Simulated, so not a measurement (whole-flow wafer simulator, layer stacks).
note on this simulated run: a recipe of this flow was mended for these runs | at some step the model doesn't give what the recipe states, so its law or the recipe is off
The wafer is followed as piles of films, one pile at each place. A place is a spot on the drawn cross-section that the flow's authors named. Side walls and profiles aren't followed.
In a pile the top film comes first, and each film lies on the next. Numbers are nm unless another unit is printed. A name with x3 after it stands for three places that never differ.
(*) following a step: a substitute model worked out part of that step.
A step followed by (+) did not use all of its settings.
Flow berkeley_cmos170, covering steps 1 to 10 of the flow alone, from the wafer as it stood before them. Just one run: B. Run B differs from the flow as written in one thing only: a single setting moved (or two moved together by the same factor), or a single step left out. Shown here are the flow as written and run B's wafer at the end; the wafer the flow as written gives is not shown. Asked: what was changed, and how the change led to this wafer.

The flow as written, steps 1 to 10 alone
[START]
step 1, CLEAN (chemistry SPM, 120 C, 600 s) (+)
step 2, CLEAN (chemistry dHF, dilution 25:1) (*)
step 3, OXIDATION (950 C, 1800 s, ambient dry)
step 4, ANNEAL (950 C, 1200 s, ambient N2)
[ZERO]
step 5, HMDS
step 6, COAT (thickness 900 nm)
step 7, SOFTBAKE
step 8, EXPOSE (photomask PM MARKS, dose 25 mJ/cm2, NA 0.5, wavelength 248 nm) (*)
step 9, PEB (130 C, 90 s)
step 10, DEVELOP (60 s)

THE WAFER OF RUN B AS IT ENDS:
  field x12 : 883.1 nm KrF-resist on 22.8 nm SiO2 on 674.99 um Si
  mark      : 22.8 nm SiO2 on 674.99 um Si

What caused this: step 3, OXIDATION: 2160 s was run, though the flow has 1800 s.

Step by step, how the change led to this:
  step 3, OXIDATION (950 C, 1800 s, ambient dry)
      field x12, mark: SiO2 gains 22.8 (new film), Si loses 10 (it would be, as written: SiO2 gains 20.4 (new film), Si loses 8.98)
